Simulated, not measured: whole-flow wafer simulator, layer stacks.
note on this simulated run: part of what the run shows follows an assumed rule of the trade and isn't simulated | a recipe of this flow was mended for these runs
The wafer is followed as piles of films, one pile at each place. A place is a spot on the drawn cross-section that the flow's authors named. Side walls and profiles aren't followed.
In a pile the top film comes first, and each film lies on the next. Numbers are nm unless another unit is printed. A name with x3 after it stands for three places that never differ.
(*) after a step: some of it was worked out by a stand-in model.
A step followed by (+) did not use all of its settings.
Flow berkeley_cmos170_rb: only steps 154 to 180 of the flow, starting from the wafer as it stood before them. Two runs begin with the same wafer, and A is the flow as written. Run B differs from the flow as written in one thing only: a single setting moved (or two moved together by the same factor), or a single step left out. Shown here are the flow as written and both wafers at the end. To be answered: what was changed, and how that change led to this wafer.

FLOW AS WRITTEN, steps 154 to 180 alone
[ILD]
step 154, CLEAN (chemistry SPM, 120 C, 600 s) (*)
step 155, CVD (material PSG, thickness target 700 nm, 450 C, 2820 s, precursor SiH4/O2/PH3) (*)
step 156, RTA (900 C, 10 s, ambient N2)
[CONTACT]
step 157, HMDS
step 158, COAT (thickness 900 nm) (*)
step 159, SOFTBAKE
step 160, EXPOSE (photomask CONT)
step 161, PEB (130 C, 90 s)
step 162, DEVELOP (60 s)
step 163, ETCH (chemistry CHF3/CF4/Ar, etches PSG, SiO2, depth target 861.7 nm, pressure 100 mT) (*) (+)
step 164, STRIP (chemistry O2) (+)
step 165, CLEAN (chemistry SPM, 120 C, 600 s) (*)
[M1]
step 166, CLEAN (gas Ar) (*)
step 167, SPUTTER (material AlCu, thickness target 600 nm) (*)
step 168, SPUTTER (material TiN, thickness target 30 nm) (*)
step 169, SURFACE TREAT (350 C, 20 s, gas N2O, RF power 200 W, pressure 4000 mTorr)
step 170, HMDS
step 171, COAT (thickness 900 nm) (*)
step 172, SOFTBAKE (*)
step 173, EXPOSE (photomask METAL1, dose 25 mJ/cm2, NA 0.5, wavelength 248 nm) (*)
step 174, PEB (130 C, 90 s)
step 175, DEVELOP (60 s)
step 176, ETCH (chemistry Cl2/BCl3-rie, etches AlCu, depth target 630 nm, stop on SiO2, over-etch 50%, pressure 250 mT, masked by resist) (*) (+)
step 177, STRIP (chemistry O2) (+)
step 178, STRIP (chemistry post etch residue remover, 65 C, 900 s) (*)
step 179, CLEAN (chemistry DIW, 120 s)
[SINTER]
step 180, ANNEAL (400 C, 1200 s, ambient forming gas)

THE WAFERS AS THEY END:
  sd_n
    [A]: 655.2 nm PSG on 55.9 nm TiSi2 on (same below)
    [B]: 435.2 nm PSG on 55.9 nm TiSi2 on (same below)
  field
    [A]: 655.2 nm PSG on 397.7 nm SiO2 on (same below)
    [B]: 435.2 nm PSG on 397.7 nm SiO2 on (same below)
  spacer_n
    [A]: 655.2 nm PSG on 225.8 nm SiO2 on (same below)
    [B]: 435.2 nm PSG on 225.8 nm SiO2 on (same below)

The reason: step 155, CVD: thickness target 480 nm was run, though the flow has thickness target 700 nm.

Step by step, how the change led to this:
  step 155, CVD (material PSG, thickness target 700 nm, 450 C, 2820 s, precursor SiH4/O2/PH3) (*)
      field, sd_n, spacer_n, gate, spacer_p, gate_p, contact, m1: A PSG gains 700 (new film) | B PSG gains 480 (new film)
      sd_p: A PSG gains 664.1 (new film) | B PSG gains 457.9 (new film)
  step 163, ETCH (chemistry CHF3/CF4/Ar, etches PSG, SiO2, depth target 861.7 nm, pressure 100 mT) (*) (+)
      contact: A PSG loses 700 (all of it), TiSi2 loses 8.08 | B PSG loses 480 (all of it), TiSi2 loses 19.1
  step 167, SPUTTER (material AlCu, thickness target 600 nm) (*)
      contact: A AlCu gains 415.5 (new film) | B AlCu gains 470.6 (new film)
  step 168, SPUTTER (material TiN, thickness target 30 nm) (*)
      contact: A TiN gains 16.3 (new film) | B TiN gains 19.7 (new film)
  step 171, COAT (thickness 900 nm) (*)
      sd_n: A KrF-resist gains 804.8 (new film) | B KrF-resist gains 866.8 (new film)
      contact: A KrF-resist gains 1612.7 (new film) | B KrF-resist gains 1430.9 (new film)
      (also at 1 further place)
  step 174, PEB (130 C, 90 s)
      contact: A KrF-resist loses 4 | B KrF-resist loses 3.47
  step 175, DEVELOP (60 s)
      sd_n: A KrF-resist loses 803 (all of it) | B KrF-resist loses 864.9 (all of it)
  step 177, STRIP (chemistry O2) (+)
      contact: A KrF-resist loses 1121.3 (all of it) | B KrF-resist loses 940 (all of it)
      m1: A KrF-resist loses 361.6 (all of it) | B KrF-resist loses 405.1 (all of it)
